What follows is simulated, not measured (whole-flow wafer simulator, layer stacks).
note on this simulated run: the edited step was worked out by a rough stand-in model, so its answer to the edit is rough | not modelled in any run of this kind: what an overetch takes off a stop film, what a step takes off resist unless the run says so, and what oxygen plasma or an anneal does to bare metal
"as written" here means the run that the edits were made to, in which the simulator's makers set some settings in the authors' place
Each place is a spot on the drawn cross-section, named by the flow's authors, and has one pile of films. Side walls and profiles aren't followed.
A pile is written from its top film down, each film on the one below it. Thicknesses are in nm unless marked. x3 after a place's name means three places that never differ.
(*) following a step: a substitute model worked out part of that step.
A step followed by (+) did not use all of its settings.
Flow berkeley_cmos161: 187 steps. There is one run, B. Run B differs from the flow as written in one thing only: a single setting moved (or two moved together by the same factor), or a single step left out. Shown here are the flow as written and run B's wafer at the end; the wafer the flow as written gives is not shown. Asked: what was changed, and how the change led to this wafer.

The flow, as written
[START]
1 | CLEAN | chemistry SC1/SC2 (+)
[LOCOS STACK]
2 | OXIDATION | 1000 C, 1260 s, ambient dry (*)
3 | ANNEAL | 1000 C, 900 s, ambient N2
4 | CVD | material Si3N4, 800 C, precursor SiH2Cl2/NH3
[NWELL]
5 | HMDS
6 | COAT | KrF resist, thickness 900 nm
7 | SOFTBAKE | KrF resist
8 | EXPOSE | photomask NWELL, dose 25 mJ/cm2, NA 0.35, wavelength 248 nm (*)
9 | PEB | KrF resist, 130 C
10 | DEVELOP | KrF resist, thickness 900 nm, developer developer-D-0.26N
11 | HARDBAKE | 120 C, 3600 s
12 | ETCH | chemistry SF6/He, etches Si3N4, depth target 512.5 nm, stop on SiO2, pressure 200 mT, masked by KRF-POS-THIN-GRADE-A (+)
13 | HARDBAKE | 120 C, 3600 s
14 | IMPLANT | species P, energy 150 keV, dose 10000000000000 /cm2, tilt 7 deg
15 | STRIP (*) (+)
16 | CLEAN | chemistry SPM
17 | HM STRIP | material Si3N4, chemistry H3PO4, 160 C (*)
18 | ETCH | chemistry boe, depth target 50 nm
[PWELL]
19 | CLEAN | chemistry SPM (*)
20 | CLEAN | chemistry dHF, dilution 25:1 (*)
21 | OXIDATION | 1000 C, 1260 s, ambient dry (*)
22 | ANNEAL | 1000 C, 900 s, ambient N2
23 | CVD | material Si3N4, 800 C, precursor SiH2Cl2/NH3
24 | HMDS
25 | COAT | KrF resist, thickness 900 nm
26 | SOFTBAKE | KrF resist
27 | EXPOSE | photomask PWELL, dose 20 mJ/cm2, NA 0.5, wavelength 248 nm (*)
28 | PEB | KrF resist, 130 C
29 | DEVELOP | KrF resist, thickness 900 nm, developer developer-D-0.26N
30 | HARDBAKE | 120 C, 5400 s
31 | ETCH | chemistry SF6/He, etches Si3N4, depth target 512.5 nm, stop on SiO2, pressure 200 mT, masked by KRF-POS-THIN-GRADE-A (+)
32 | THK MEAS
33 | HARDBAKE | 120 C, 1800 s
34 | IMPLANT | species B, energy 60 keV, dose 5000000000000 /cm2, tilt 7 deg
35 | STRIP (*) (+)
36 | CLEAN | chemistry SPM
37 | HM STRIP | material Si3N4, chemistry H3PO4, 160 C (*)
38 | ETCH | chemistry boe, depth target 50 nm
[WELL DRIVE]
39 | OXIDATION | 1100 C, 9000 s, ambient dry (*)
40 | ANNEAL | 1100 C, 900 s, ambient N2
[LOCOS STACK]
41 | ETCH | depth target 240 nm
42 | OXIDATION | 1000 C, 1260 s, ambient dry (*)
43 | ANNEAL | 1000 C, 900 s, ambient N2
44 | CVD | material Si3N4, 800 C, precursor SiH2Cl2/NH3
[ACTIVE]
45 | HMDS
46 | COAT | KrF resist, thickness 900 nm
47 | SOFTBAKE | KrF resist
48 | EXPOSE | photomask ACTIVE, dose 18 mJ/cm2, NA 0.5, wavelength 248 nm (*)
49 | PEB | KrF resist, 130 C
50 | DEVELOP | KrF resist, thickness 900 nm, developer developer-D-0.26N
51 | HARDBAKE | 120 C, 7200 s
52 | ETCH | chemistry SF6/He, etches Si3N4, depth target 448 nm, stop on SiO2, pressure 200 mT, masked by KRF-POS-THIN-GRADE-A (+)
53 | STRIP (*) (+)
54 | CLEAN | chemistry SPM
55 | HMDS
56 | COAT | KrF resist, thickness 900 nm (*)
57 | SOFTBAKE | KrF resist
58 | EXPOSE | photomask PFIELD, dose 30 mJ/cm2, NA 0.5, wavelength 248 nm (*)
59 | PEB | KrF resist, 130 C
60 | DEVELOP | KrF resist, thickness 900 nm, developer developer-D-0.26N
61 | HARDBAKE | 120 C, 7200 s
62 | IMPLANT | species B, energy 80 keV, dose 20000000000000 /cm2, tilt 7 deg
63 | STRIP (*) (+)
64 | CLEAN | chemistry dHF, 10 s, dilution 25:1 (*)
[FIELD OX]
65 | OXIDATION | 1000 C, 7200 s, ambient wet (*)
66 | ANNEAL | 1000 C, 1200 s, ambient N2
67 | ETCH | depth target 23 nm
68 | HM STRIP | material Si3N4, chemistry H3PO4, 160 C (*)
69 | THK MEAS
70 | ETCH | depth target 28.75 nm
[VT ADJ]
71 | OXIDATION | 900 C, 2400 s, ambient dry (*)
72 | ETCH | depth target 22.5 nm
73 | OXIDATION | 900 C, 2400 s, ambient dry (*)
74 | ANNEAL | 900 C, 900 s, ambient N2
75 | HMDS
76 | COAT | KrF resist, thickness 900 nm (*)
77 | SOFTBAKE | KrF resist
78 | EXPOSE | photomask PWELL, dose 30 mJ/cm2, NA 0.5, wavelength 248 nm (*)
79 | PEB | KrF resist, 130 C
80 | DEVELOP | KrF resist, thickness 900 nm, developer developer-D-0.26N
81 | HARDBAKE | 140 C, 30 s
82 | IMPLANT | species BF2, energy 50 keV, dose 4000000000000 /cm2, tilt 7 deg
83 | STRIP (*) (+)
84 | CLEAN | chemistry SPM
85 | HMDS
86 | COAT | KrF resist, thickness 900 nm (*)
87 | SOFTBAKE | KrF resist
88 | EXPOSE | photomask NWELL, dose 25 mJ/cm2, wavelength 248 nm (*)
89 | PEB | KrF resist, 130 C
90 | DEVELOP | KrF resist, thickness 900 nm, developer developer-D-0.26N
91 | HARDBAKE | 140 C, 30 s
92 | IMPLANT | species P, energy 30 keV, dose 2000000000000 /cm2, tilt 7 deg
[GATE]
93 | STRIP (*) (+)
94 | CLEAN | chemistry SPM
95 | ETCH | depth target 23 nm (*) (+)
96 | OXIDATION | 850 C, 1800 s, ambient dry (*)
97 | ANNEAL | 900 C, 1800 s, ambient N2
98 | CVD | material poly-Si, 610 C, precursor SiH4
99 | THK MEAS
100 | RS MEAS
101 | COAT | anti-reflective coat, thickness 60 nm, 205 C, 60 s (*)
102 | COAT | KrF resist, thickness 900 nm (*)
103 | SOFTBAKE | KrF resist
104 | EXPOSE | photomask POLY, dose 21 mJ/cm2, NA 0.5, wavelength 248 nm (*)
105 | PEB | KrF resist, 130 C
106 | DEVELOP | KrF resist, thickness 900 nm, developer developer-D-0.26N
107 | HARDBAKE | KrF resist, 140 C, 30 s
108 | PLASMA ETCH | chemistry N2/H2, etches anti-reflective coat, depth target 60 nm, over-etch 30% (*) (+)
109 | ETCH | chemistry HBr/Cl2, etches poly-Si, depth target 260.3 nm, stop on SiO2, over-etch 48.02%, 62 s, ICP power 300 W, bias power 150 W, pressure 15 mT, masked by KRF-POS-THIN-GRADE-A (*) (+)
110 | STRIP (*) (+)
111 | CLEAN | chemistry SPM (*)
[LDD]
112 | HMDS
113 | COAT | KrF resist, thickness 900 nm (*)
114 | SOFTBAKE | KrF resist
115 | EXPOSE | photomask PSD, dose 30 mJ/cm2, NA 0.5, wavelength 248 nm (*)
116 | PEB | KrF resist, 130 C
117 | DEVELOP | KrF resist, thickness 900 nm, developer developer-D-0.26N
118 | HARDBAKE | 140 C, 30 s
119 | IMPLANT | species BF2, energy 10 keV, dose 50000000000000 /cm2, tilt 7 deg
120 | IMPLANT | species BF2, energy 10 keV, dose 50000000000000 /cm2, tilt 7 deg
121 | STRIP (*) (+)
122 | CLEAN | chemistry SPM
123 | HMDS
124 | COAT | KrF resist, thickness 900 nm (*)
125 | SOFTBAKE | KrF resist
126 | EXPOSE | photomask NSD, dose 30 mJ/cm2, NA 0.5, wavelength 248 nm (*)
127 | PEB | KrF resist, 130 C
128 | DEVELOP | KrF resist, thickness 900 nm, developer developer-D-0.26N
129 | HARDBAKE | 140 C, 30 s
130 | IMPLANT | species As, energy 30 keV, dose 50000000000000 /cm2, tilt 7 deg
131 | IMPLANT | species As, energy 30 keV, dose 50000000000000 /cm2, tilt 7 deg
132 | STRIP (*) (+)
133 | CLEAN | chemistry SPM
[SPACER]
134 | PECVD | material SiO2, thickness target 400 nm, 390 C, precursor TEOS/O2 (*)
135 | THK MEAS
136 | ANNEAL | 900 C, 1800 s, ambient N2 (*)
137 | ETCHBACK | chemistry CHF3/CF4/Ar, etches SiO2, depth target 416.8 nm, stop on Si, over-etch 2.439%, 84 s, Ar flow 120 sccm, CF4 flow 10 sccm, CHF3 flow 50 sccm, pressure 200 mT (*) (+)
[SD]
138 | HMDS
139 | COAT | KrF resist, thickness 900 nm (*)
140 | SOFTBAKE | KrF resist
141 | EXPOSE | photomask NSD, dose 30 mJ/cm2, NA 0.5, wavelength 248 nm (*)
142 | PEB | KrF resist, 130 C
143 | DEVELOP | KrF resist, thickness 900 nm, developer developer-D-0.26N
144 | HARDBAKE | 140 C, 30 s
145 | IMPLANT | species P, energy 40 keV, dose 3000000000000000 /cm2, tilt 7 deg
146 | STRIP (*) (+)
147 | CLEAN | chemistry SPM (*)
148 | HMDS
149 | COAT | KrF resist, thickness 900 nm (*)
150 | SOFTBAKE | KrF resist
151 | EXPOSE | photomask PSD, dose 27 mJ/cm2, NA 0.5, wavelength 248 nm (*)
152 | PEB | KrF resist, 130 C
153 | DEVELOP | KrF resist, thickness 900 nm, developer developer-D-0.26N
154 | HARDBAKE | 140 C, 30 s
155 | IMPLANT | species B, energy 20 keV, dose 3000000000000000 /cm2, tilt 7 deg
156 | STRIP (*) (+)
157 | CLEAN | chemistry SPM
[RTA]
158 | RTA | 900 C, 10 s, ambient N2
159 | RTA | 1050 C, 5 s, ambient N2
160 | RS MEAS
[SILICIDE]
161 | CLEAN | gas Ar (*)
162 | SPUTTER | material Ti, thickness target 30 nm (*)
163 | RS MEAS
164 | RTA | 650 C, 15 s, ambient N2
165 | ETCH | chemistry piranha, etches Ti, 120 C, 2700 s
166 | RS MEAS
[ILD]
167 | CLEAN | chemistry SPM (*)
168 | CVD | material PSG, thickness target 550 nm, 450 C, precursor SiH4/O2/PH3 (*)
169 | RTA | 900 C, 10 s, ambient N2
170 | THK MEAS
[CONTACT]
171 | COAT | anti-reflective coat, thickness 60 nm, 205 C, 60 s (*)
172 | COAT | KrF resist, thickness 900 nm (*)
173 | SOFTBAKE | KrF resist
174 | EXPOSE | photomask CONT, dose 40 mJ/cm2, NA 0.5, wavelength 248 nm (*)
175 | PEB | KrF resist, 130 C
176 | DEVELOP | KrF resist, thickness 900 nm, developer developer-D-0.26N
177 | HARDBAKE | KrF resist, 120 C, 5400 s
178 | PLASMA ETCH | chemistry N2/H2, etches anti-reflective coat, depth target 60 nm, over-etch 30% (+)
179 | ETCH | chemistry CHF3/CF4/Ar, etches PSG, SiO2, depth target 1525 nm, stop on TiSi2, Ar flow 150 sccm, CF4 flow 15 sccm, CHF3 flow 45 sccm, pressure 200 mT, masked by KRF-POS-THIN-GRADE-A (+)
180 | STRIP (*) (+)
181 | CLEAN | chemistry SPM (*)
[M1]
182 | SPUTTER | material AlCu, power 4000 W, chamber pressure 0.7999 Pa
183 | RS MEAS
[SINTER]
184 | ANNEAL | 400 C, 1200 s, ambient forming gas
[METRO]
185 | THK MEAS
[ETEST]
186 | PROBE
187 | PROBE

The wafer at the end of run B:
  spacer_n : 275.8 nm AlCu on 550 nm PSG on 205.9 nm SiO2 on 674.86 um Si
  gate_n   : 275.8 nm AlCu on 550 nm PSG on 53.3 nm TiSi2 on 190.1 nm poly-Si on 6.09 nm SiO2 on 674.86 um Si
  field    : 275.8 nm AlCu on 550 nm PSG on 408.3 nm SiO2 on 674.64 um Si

The reason: step 96, OXIDATION: 1260 s was run, though the flow has 1800 s.

Step by step, how the change led to this:
  96 | OXIDATION | 850 C, 1800 s, ambient dry (*)
      sd_n, spacer_n, gate_n, sd_p, spacer_p, gate_p, contact, m1: SiO2 gains 6.09 (new film), Si loses 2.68 (as written it would have been: SiO2 gains 7.48 (new film), Si loses 3.29)
